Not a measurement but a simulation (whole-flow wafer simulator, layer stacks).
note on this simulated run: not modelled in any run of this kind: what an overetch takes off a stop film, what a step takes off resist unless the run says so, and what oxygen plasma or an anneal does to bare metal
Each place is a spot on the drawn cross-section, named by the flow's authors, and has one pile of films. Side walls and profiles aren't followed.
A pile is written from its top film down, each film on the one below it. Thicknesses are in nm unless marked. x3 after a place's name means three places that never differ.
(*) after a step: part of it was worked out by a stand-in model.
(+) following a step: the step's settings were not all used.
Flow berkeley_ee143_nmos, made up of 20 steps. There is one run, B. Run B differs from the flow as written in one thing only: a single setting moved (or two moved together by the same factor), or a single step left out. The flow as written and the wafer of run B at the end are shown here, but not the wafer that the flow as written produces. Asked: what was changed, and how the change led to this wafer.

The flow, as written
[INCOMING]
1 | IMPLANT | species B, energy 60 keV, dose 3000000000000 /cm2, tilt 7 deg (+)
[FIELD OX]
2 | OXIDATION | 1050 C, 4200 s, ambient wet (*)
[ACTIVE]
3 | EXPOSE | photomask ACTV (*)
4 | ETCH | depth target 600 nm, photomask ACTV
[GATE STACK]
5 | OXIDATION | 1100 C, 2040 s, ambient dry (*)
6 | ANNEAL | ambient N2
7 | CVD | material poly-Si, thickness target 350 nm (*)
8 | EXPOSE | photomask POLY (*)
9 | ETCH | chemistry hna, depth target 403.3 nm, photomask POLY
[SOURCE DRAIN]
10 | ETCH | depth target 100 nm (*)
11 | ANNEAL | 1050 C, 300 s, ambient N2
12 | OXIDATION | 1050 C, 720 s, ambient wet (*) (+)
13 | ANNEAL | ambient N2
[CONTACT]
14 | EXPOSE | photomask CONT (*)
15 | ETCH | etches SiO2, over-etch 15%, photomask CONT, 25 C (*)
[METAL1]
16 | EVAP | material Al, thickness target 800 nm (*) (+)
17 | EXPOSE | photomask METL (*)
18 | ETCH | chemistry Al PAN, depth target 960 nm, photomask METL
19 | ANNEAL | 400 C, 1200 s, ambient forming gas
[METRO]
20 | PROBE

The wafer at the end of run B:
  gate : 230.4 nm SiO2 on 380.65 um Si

The reason: step 7, CVD: material poly-Si, thickness target 350 nm (*), was not run.

The path from the change to this, step by step:
  9 | ETCH | chemistry hna, depth target 403.3 nm, photomask POLY
      sd, contact, field: nothing (in the flow as written it would be: -350 poly-Si (all of it))
  12 | OXIDATION | 1050 C, 720 s, ambient wet (*) (+)
      gate: +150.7 SiO2, -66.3 Si (in the flow as written it would be: +217.6 SiO2 (new film), -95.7 poly-Si)
